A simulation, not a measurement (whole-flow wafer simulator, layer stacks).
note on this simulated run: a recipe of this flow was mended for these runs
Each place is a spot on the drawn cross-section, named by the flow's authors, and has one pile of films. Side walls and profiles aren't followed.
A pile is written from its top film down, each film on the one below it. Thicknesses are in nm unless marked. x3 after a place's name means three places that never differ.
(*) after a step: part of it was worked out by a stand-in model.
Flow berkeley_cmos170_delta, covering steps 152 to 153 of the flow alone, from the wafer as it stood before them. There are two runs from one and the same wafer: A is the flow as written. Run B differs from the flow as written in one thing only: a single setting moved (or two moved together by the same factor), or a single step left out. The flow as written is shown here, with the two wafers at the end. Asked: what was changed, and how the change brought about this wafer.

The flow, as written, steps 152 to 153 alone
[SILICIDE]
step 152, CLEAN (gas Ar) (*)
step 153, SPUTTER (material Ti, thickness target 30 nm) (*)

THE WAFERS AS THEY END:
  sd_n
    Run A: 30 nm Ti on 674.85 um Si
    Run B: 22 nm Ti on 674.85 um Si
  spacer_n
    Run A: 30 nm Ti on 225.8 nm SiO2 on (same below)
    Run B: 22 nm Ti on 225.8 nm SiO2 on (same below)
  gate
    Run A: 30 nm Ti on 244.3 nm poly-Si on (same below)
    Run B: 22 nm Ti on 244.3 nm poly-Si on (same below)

What caused this: step 153, SPUTTER: thickness target 22 nm was run, while the flow as written has thickness target 30 nm.
One can read it off the wafer: sd_n has Ti 22, and step 153 as written asks for 30 nm.

The path from the change to this, step by step:
  step 153, SPUTTER (material Ti, thickness target 30 nm) (*)
      field, sd_n, spacer_n, gate, spacer_p, gate_p, contact x2: A +30 Ti (new film) | B +22 Ti (new film)
      sd_p: A +27.5 Ti (new film) | B +20.2 Ti (new film)
